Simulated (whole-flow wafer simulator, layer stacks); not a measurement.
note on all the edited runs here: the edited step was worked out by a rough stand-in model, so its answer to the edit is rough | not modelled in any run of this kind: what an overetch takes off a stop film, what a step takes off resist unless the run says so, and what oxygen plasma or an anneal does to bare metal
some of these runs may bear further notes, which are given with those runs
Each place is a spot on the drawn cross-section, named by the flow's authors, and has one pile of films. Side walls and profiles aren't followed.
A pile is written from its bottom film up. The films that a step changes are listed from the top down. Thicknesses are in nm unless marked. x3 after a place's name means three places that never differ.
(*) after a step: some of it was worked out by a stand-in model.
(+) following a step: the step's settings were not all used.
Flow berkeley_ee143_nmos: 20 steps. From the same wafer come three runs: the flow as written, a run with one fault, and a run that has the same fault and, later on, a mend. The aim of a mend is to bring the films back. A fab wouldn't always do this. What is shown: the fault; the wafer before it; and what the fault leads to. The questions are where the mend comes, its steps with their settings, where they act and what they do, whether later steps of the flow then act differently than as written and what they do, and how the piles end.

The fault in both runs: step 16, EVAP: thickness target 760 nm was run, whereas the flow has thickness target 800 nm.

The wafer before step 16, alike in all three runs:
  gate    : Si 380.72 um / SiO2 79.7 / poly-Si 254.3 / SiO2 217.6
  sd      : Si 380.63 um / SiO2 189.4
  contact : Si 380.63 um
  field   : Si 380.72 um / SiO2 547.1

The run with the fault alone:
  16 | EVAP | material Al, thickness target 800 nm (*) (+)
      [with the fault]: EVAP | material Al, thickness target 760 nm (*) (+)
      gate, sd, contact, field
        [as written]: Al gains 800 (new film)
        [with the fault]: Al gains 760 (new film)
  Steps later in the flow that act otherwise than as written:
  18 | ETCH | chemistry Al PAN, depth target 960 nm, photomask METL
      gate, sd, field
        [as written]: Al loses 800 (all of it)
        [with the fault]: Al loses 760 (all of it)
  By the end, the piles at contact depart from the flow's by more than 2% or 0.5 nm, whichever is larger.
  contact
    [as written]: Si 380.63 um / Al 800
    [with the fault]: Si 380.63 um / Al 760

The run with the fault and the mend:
  After step 16 comes the mend.
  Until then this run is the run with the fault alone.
  16a | EVAP | material Al, thickness target 40 nm (*) (+) (a further turn of the flow's step 16, with different settings)
      gate, sd, contact, field
        Al gains 40
  None of the later steps of the flow acts differently than as written at any place that is followed.
  At every place that both follow, the piles at the end match the flow's.
